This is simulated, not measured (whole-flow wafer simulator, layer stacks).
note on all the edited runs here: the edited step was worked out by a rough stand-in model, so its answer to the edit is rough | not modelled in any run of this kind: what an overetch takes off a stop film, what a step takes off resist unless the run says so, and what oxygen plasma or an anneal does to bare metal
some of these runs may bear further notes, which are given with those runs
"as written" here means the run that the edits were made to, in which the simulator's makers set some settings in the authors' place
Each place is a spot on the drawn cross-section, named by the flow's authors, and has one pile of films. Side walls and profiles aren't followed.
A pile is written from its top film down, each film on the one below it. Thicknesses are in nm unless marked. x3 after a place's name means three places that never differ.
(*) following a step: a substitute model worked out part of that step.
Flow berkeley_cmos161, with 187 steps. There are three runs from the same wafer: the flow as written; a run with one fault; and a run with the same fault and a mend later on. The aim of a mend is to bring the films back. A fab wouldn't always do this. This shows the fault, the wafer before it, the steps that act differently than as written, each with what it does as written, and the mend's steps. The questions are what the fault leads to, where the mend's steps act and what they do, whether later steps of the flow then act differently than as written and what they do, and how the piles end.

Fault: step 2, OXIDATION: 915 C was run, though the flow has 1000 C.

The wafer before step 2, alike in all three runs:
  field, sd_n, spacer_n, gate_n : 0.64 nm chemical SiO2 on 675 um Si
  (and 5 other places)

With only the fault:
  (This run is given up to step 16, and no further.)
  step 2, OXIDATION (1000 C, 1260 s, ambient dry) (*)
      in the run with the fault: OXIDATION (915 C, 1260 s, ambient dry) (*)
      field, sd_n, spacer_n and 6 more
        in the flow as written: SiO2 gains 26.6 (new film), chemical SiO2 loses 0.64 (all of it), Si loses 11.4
        in the run with the fault: SiO2 gains 11.7 (new film), chemical SiO2 loses 0.64 (all of it), Si loses 4.88
  Every later step of the flow up to step 16 that is run acts as written at every place that is followed.
  After step 16, at field, sd_n, spacer_n and 6 more, the piles differ from the flow's by more than 2% or 0.5 nm, whichever is larger.
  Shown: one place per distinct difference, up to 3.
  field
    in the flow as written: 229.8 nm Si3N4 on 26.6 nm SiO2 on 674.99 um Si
    in the run with the fault: 229.8 nm Si3N4 on 11.7 nm SiO2 on 675 um Si
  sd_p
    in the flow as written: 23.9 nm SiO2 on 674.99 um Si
    in the run with the fault: 8.95 nm SiO2 on 675 um Si

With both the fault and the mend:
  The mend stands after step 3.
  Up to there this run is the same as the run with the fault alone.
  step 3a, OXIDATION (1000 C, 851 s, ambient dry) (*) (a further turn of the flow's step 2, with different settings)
      field, sd_n, spacer_n and 6 more
        SiO2 gains 14.9, Si loses 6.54
  Every later step of the flow that is run acts as written, at every place that is followed, to within 2% or 0.5 nm, whichever is larger.
  The piles end the same as the flow's at every place that both follow.
